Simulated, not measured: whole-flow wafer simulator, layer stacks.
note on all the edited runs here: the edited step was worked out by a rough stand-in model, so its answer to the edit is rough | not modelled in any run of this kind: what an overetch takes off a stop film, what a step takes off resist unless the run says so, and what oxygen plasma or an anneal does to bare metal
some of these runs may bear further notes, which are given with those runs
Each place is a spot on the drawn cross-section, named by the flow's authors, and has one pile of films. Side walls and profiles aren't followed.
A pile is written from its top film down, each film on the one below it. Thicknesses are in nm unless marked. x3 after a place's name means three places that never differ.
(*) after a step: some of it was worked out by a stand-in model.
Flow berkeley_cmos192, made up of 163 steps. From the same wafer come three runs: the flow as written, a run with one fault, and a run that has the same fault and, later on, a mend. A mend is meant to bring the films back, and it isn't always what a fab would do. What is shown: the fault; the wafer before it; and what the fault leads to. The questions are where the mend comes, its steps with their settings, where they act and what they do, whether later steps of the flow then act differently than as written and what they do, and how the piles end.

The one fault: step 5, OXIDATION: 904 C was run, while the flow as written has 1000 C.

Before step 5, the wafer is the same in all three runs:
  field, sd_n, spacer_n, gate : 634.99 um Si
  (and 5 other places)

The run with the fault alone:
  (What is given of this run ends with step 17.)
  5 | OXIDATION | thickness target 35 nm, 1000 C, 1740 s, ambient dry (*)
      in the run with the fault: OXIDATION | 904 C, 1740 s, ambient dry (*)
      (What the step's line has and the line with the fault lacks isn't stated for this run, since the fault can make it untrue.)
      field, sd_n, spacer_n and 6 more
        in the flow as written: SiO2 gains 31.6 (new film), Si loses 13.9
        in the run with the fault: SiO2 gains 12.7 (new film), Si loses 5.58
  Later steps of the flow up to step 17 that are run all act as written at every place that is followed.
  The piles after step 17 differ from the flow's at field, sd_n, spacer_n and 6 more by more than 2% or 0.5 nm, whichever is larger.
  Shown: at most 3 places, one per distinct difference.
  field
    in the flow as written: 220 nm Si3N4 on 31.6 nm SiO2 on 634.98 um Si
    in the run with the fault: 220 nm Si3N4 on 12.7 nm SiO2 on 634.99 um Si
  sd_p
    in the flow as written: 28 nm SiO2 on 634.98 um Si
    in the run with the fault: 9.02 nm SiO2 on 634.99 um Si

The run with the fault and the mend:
  The mend follows step 6.
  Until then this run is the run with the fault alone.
  6a | ETCH | chemistry boe, depth target 14.6 nm
      field, sd_n, spacer_n and 6 more
        SiO2 loses 12.7 (all of it)
  6b | CLEAN | chemistry SC1/SC2 (*) (the flow's step 1 again)
      field, sd_n, spacer_n and 6 more
        chemical SiO2 gains 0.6 (new film), Si loses 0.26
  6c | OXIDATION | 1000 C, 1740 s, ambient dry (*) (the flow's step 5 again, with other settings)
      field, sd_n, spacer_n and 6 more
        SiO2 gains 31.7 (new film), chemical SiO2 loses 0.6 (all of it), Si loses 13.7
  Later steps of the flow that are run all act as written at every place that is followed, up to a difference of at most 2% or 0.5 nm, whichever is larger.
  At the end the piles are close to the flow's at the places that both follow, differing by at most 2% or 0.5 nm, whichever is larger.
